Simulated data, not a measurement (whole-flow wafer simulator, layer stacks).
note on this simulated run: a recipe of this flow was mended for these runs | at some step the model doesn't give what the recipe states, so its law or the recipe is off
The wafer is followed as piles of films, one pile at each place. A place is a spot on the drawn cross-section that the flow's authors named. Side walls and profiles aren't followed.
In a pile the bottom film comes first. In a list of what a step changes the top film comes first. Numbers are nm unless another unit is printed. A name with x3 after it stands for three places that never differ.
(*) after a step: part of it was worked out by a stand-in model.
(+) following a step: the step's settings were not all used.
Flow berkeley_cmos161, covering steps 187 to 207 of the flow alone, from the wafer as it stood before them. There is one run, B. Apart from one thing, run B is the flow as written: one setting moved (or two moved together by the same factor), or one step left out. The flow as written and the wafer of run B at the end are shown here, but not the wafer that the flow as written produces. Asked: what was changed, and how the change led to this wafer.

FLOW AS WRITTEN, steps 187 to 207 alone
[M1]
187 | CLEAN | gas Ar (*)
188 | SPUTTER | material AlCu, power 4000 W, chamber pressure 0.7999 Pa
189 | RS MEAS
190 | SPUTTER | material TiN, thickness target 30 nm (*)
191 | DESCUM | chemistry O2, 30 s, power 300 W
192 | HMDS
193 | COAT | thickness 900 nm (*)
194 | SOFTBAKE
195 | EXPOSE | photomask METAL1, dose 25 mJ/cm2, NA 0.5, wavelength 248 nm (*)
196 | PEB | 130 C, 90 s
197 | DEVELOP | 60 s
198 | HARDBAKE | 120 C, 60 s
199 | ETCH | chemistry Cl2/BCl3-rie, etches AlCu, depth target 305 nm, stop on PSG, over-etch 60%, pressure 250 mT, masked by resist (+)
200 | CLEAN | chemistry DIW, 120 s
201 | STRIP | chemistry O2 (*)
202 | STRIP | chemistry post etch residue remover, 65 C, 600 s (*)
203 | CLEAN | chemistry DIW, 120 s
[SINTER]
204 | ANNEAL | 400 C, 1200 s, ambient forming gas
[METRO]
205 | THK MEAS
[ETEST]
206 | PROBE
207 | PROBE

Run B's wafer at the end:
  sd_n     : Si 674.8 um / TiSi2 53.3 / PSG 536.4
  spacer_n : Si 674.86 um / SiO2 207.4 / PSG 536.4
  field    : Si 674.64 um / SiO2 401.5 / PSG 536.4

Cause: step 199, ETCH: depth target 232 nm was run, whereas the flow has depth target 305 nm.

The path from the change to this, step by step:
  199 | ETCH | chemistry Cl2/BCl3-rie, etches AlCu, depth target 305 nm, stop on PSG, over-etch 60%, pressure 250 mT, masked by resist (+)
      field, sd_n, spacer_n, gate_n, spacer_p, gate_p: TiN loses 30 (all of it), AlCu loses 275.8 (all of it), PSG loses 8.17 (it would be, as written: TiN loses 30 (all of it), AlCu loses 275.8 (all of it), PSG loses 22.8)
      contact, m1: KrF-resist loses 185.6 (it would be, as written: KrF-resist loses 244)
      (as well as at 1 more place)
  201 | STRIP | chemistry O2 (*)
      contact: KrF-resist loses 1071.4 (all of it) (it would be, as written: KrF-resist loses 1013 (all of it))
      m1: KrF-resist loses 595.9 (all of it) (it would be, as written: KrF-resist loses 537.5 (all of it))
